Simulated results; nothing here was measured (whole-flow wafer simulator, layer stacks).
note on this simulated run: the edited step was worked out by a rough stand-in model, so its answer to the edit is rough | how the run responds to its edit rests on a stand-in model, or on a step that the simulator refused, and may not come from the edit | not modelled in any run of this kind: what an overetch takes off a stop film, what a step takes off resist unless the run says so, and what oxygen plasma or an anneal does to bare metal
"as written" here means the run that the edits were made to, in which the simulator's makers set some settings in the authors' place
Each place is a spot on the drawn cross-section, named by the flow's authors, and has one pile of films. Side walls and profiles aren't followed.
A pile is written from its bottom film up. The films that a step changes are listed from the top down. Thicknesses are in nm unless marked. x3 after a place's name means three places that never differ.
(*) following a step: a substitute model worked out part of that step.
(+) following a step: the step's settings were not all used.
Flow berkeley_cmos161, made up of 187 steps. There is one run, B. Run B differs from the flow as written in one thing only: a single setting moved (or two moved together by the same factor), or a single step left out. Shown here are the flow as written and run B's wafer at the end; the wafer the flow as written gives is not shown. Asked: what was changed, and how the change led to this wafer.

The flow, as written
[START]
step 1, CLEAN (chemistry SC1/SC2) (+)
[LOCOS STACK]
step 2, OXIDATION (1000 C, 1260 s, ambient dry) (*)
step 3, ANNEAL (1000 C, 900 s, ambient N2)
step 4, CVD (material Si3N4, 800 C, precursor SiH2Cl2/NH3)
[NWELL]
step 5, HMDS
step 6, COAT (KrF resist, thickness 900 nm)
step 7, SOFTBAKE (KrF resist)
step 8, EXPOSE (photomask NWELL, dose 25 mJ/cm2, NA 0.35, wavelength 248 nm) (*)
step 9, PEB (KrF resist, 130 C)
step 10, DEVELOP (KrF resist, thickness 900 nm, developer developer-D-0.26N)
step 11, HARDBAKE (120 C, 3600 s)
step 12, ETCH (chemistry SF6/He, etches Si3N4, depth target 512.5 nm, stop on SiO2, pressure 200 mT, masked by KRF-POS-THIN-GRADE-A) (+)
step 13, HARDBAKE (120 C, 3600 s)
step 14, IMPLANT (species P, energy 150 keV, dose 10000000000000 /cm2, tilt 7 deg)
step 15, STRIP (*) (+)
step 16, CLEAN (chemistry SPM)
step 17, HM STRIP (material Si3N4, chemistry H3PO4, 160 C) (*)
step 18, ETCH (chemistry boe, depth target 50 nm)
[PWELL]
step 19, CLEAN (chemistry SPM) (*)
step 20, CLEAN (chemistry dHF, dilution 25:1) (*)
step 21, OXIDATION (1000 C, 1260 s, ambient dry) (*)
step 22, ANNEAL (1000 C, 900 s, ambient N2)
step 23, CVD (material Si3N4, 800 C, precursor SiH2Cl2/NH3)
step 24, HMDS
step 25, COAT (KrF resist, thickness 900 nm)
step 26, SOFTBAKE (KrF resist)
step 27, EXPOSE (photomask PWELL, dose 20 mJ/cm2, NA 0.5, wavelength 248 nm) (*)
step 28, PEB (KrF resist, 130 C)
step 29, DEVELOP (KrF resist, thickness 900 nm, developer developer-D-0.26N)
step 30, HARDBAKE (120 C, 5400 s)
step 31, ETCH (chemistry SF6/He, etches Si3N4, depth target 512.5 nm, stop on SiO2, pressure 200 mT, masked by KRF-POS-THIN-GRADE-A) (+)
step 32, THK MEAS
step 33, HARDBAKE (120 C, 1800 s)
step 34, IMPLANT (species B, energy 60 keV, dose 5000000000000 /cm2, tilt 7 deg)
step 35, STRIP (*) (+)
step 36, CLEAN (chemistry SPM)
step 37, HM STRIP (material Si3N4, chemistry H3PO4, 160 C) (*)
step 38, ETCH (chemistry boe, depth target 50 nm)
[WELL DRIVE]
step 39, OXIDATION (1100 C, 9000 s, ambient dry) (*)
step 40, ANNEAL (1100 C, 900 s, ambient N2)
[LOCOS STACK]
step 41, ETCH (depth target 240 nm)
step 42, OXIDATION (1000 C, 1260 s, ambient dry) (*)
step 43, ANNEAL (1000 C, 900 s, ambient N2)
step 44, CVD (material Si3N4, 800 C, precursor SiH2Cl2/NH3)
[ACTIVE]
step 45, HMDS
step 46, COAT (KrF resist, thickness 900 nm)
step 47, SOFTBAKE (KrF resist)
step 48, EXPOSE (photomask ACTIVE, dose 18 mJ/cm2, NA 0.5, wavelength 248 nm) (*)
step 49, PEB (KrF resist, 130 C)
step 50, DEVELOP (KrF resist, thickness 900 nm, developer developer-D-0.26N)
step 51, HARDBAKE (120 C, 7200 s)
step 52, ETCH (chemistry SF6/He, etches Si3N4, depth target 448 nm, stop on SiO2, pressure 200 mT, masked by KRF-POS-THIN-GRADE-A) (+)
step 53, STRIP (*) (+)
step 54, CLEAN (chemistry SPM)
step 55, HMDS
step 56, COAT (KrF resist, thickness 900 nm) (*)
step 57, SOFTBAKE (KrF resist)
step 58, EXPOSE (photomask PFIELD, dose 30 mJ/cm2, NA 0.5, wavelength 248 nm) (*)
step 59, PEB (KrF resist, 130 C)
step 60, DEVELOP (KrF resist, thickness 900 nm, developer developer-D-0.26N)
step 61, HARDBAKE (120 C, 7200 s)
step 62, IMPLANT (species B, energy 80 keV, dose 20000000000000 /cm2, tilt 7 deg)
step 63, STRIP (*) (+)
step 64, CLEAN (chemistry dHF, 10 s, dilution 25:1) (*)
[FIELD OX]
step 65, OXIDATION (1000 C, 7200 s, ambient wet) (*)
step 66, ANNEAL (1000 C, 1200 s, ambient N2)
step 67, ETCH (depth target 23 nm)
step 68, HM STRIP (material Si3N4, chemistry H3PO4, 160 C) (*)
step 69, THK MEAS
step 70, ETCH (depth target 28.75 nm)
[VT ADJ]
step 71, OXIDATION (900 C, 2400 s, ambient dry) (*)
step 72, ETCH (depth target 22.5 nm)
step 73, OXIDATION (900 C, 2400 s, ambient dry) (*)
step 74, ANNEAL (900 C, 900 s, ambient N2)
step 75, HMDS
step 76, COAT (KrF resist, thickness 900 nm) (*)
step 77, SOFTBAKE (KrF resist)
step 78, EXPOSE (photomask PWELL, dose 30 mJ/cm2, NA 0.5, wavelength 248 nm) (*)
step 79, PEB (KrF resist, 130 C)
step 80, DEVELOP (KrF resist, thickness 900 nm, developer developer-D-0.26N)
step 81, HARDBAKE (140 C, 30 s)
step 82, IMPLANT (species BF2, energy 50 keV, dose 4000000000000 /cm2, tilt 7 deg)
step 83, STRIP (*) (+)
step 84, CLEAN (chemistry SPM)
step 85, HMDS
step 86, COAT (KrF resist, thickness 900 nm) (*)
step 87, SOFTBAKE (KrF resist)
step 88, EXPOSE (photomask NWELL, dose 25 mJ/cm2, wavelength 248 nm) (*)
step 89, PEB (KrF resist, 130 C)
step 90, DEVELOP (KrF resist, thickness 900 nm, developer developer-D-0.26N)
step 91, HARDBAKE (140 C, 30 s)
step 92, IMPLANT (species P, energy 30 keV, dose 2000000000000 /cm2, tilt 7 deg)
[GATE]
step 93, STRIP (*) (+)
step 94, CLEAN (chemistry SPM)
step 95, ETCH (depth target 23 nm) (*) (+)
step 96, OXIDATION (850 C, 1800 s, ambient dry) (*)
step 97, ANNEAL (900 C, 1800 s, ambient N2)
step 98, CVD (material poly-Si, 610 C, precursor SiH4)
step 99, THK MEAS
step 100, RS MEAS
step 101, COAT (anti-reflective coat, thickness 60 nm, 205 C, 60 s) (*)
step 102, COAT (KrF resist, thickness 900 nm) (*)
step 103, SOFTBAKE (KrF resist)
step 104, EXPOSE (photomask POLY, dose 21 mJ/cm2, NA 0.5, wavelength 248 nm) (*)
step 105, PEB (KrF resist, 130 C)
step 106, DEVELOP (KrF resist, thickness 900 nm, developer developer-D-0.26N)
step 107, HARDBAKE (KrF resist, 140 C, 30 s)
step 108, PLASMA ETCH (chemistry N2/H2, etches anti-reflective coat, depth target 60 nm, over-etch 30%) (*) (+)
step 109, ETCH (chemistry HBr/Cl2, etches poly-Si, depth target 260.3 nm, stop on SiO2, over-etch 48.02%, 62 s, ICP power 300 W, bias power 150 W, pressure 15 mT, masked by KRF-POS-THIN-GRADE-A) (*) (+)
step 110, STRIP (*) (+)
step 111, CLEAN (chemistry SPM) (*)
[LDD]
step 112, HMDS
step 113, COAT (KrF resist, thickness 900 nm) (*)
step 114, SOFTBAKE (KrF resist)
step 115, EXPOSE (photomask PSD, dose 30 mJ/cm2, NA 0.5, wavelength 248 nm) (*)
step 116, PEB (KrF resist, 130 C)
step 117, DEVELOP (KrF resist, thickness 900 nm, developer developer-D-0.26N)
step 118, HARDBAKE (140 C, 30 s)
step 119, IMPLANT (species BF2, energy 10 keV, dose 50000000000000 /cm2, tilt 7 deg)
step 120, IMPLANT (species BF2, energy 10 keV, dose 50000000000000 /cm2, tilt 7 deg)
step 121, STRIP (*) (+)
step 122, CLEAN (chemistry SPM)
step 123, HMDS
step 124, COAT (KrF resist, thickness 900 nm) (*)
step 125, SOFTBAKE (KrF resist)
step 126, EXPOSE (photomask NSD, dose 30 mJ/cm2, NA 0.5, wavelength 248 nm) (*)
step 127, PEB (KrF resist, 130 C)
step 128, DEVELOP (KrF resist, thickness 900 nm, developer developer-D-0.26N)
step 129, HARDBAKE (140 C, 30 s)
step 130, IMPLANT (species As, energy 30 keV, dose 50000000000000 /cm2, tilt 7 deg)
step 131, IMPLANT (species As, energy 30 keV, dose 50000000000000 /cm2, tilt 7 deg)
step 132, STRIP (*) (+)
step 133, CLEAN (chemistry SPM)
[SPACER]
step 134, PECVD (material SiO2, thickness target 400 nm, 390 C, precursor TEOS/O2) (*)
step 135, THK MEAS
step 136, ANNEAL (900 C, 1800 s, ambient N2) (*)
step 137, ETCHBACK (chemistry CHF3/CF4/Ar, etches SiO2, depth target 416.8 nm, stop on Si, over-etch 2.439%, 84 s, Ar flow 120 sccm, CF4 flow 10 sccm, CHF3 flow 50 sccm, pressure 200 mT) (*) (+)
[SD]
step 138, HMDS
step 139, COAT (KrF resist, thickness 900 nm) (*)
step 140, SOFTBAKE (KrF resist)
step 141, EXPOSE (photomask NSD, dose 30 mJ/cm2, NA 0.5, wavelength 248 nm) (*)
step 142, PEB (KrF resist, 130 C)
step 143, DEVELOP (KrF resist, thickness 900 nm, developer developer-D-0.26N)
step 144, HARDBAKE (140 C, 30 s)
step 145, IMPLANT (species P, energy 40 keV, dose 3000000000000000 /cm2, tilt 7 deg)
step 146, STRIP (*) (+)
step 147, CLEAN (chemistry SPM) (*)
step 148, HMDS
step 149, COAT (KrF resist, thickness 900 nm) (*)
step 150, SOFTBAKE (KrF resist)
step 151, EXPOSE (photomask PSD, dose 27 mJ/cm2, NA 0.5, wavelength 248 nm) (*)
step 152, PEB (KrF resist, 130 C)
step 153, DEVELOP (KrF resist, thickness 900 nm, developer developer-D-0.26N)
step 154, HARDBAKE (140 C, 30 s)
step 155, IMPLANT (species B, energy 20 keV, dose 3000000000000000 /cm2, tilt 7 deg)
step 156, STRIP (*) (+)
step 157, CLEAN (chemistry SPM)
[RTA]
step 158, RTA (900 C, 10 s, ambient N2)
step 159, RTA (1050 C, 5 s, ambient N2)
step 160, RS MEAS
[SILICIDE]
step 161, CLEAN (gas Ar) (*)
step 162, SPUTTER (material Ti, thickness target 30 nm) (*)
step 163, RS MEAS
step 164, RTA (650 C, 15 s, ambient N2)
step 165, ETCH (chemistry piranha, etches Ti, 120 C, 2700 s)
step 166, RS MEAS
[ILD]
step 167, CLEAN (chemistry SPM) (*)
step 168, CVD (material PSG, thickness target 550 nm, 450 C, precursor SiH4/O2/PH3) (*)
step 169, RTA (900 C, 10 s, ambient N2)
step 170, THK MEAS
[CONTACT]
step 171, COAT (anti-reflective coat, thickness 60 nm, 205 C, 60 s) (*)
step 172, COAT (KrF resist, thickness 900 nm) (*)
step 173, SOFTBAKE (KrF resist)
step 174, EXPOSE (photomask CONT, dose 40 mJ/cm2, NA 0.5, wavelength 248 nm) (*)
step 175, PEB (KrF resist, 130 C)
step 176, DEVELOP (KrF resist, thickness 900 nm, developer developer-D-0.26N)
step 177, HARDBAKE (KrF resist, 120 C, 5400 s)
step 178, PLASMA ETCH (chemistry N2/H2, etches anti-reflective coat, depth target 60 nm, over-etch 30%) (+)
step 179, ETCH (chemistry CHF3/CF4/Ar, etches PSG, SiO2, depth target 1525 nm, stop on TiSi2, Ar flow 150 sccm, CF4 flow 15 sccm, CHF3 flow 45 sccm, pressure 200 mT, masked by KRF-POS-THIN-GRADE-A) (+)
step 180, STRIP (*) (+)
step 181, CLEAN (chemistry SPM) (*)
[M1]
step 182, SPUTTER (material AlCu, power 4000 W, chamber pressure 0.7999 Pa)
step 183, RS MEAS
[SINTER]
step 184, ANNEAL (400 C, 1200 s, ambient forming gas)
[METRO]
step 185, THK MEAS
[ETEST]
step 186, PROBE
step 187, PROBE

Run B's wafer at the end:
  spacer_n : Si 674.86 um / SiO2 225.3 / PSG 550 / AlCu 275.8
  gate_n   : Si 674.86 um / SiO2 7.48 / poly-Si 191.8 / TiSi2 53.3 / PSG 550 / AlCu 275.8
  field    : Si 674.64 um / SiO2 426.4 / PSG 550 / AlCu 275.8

Cause: step 136, ANNEAL: 1080 C was run, whereas the flow has 900 C.

Step by step, how the change led to this:
  step 136, ANNEAL (900 C, 1800 s, ambient N2) (*)
      field, sd_n, gate_n, gate_p, contact, m1: nothing (as written it would have been: SiO2 loses 18)
      spacer_n, sd_p, spacer_p: nothing (as written it would have been: SiO2 loses 17.3)
  step 137, ETCHBACK (chemistry CHF3/CF4/Ar, etches SiO2, depth target 416.8 nm, stop on Si, over-etch 2.439%, 84 s, Ar flow 120 sccm, CF4 flow 10 sccm, CHF3 flow 50 sccm, pressure 200 mT) (*) (+)
      gate_n, gate_p: SiO2 loses 400 (all of it), chemical SiO2 loses 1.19 (all of it), poly-Si loses 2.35 (as written it would have been: SiO2 loses 382 (all of it), chemical SiO2 loses 1.19 (all of it), poly-Si loses 3.98)
      sd_n: SiO2 loses 405.9 (all of it) (as written it would have been: SiO2 loses 387.9 (all of it))
      (also at 3 further places)
  step 171, COAT (anti-reflective coat, thickness 60 nm, 205 C, 60 s) (*)
      sd_n: anti-reflective coat gains 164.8 (new film) (as written it would have been: anti-reflective coat gains 149.7 (new film))
      spacer_n: anti-reflective coat gains 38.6 (new film) (as written it would have been: anti-reflective coat gains 41.3 (new film))
      (also at 5 further places)
  step 180, STRIP (*) (+)
      sd_n: KrF resist loses 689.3 (all of it), anti-reflective coat loses 164.8 (all of it) (as written it would have been: KrF resist loses 692.5 (all of it), anti-reflective coat loses 149.7 (all of it))
      spacer_n: KrF resist loses 634.8 (all of it), anti-reflective coat loses 38.6 (all of it) (as written it would have been: KrF resist loses 635.2 (all of it), anti-reflective coat loses 41.3 (all of it))
      (also at 5 further places)
